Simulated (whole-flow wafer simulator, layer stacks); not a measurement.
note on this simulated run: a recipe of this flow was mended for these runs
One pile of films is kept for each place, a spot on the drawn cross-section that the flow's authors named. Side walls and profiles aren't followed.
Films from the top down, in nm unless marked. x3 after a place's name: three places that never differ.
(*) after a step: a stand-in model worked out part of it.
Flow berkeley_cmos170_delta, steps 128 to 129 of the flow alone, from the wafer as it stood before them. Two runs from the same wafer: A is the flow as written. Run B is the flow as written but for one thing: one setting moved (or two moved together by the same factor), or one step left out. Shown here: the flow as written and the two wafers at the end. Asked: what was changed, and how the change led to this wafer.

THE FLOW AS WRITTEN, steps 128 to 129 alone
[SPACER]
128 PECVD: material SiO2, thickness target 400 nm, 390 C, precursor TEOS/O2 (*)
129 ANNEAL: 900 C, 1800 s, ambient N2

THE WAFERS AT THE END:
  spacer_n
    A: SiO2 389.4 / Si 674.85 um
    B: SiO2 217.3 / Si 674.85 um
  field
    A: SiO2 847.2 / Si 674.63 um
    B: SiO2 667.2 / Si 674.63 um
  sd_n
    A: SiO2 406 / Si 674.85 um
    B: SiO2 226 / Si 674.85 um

The cause: step 128, PECVD: thickness target 220 nm was run, where the flow has thickness target 400 nm.

How the change led to this, step by step:
  128 PECVD: material SiO2, thickness target 400 nm, 390 C, precursor TEOS/O2 (*)
      field, sd_n, contact, m1: A SiO2 +400 | B SiO2 +220
      spacer_n, sd_p, spacer_p: A SiO2 +383.7 | B SiO2 +211.6
      (and at 2 more places)
